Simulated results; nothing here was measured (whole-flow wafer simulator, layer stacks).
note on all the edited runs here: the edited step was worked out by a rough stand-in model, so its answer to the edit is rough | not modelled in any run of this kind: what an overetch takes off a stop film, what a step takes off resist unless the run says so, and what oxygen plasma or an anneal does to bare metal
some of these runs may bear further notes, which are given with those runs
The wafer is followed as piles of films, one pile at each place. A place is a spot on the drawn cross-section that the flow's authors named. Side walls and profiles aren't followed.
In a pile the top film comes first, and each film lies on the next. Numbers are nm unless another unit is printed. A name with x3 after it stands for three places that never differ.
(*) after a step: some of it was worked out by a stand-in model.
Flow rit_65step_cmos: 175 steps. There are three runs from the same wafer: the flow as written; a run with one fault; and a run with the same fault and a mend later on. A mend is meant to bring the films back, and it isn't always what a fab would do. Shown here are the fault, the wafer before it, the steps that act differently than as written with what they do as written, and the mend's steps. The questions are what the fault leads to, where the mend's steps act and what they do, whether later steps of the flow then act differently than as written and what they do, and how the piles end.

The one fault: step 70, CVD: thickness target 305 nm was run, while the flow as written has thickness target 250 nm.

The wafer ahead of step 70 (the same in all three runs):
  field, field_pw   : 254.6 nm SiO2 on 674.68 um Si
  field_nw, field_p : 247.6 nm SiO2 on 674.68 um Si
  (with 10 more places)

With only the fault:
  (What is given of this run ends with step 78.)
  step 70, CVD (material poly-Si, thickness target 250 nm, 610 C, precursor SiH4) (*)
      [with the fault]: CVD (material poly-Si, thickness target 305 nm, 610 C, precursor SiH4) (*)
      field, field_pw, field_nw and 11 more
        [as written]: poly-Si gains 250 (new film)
        [with the fault]: poly-Si gains 305 (new film)
  Later steps of the flow up to step 78 that are run all act as written at every place that is followed, up to a difference of at most 2% or 0.5 nm, whichever is larger.
  The piles after step 78 differ from the flow's at field, field_pw, field_nw and 11 more by more than 2% or 0.5 nm, whichever is larger.
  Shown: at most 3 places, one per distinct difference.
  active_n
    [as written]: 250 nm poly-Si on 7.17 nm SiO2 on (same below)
    [with the fault]: 305 nm poly-Si on 7.17 nm SiO2 on (same below)
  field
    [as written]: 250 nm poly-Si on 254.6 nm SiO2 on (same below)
    [with the fault]: 305 nm poly-Si on 254.6 nm SiO2 on (same below)
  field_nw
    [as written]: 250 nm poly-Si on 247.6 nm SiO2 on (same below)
    [with the fault]: 305 nm poly-Si on 247.6 nm SiO2 on (same below)

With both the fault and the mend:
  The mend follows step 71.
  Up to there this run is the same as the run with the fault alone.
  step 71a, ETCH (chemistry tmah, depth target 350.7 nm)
      field, field_pw, field_nw and 11 more
        poly-Si loses 305 (all of it)
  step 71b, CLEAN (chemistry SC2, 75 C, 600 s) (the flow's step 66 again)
      alters no film at any place that is followed
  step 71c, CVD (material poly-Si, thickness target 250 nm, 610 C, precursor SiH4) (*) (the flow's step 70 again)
      field, field_pw, field_nw and 11 more
        poly-Si gains 250 (new film)
  Later steps of the flow that are run all act as written at every place that is followed.
  By the end, the piles equal the flow's at every place that both follow.
